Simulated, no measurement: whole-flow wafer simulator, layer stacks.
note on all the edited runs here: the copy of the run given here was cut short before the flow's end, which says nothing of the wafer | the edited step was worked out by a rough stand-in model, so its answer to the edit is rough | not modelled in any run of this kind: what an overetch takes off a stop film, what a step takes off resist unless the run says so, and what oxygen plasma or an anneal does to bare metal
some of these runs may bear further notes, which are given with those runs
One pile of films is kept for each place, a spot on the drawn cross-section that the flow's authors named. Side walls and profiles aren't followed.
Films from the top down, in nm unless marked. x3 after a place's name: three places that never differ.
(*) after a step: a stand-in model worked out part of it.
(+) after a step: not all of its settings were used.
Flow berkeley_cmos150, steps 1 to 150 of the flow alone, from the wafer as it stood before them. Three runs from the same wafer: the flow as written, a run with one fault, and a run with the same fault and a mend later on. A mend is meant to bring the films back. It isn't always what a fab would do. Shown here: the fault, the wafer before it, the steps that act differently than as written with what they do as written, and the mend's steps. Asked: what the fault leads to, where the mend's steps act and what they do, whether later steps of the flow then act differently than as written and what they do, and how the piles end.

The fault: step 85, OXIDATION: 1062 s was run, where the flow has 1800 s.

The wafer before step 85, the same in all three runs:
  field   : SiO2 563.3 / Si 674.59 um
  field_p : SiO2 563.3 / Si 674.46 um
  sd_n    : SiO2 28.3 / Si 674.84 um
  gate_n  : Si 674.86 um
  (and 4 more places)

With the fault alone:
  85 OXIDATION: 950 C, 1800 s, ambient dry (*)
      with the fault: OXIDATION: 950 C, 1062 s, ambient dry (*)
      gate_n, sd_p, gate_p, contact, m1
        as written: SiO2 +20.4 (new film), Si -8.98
        with the fault: SiO2 +14.8 (new film), Si -6.51
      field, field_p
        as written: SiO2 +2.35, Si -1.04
        with the fault: SiO2 +1.39, Si -0.61
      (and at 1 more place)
  Later steps of the flow that act differently than as written (22 more steps differ only slightly, by at most 2% or 0.5 nm, whichever is larger, and aren't shown):
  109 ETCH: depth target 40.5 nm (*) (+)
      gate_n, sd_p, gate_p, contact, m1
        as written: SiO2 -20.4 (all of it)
        with the fault: SiO2 -14.8 (all of it)
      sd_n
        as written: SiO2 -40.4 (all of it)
        with the fault: SiO2 -36 (all of it)
  At the end the piles differ from the flow's only slightly at the places that both follow, by at most 2% or 0.5 nm, whichever is larger.

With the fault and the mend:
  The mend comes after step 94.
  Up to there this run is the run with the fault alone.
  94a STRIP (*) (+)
      field_p
        KrF resist -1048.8 (all of it)
      sd_p
        KrF resist -1274.8 (all of it)
      gate_p
        KrF resist -1249.4 (all of it)
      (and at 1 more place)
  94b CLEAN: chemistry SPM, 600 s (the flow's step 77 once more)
      changes no film at any place that is followed
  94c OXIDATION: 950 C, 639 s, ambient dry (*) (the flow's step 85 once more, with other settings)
      gate_n, sd_p, gate_p, contact, m1
        SiO2 +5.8, Si -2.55
      field, field_p
        SiO2 +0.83, Si -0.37
      sd_n
        SiO2 +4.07, Si -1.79
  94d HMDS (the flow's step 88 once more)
      changes no film at any place that is followed
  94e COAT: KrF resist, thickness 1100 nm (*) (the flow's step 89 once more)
      field
        KrF resist +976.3 (new film)
      field_p
        KrF resist +1087.8 (new film)
      sd_n
        KrF resist +1243.1 (new film)
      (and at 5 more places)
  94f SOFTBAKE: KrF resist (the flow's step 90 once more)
      changes no film at any place that is followed
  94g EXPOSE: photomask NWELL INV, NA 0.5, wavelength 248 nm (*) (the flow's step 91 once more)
      changes no film at any place that is followed
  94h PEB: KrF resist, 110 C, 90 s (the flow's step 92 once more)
      field
        KrF resist -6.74
      field_p
        KrF resist -7.53
      sd_n
        KrF resist -8.63
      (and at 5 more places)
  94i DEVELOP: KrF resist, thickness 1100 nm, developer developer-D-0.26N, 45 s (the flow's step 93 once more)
      field_p, sd_p, gate_p, m1
        KrF resist -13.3
      field
        KrF resist -969.5 (all of it)
      sd_n
        KrF resist -1234.5 (all of it)
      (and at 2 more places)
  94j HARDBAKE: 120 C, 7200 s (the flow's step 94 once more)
      field_p
        KrF resist -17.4
      sd_p
        KrF resist -21.4
      gate_p
        KrF resist -20.9
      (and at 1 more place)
  No later step of the flow acts differently than as written, at any place that is followed, by more than 2% or 0.5 nm, whichever is larger.
  At the end the piles differ from the flow's only slightly at the places that both follow, by at most 2% or 0.5 nm, whichever is larger.
